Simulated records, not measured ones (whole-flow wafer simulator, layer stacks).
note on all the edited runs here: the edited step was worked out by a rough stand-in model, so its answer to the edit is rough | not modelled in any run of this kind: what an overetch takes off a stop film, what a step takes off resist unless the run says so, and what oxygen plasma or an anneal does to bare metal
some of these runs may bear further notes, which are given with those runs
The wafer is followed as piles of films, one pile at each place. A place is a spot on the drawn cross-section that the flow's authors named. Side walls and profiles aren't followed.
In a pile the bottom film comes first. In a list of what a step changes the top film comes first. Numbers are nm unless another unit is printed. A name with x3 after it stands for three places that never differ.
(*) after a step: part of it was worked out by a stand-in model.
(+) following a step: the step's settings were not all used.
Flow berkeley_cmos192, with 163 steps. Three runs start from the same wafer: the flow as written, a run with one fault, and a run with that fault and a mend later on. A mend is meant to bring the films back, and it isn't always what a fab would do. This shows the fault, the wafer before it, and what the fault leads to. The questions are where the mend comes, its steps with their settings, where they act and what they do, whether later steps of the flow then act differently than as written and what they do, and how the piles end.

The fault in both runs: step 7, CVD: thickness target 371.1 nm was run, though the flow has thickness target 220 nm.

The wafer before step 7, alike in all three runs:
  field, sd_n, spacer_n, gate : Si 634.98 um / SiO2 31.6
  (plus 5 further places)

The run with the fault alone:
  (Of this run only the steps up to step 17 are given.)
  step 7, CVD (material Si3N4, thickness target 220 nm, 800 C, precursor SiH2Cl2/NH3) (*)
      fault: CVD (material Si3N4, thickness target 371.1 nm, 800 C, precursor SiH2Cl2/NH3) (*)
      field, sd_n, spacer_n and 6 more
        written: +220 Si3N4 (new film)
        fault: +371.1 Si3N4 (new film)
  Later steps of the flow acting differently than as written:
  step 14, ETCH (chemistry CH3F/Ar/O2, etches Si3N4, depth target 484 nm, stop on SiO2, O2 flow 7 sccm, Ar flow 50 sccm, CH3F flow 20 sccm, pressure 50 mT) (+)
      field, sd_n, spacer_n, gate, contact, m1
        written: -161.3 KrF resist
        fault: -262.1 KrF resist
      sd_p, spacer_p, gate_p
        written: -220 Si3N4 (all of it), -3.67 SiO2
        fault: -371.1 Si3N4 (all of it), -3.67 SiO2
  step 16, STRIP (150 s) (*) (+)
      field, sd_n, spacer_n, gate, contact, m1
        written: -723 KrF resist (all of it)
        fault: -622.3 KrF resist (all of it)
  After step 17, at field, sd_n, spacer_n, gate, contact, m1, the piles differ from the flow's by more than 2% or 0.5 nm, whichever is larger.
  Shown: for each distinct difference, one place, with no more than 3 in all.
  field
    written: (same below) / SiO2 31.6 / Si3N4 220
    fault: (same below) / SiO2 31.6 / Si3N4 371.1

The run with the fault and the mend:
  The mend stands after step 7.
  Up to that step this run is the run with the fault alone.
  step 7a, ETCH (chemistry h3po4, depth target 151.1 nm)
      field, sd_n, spacer_n and 6 more
        -151.1 Si3N4
  None of the later steps of the flow acts differently than as written at any place that is followed.
  At every place that both follow, the piles at the end match the flow's.
